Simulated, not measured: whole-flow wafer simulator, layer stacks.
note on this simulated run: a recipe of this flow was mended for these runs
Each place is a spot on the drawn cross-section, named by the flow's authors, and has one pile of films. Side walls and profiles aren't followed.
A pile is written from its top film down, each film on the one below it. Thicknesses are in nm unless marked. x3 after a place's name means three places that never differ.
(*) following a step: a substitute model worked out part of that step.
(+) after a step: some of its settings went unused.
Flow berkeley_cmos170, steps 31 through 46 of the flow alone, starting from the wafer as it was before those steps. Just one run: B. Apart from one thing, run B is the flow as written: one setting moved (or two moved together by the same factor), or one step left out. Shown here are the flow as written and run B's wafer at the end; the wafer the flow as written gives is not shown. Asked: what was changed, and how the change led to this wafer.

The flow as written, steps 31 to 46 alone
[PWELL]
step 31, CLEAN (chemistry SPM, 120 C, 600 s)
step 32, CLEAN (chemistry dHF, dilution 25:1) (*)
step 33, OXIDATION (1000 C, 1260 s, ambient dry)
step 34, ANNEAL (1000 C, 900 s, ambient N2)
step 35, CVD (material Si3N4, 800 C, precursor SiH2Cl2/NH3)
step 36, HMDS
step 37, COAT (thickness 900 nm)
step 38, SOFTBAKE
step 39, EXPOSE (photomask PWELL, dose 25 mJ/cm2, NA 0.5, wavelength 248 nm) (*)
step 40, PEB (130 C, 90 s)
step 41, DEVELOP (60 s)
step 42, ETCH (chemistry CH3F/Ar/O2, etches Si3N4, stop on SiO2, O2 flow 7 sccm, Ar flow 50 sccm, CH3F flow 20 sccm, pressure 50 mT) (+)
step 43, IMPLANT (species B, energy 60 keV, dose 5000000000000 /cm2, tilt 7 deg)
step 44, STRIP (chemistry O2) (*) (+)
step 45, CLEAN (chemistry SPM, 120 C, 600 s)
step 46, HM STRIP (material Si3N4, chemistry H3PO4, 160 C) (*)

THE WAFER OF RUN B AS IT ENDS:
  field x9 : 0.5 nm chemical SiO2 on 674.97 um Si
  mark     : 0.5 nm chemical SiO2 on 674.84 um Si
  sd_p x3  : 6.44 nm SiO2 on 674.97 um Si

The reason: step 46, HM STRIP: 171 C was run, though the flow has 160 C.

How this came from the change, step by step:
  step 46, HM STRIP (material Si3N4, chemistry H3PO4, 160 C) (*)
      field x9, mark: +0.5 chemical SiO2 (new film), -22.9 SiO2 (all of it), -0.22 Si (as written it would have been: -14 SiO2)
      sd_p x3: -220 Si3N4 (all of it), -20.1 SiO2 (as written it would have been: -220 Si3N4 (all of it), -6.88 SiO2)
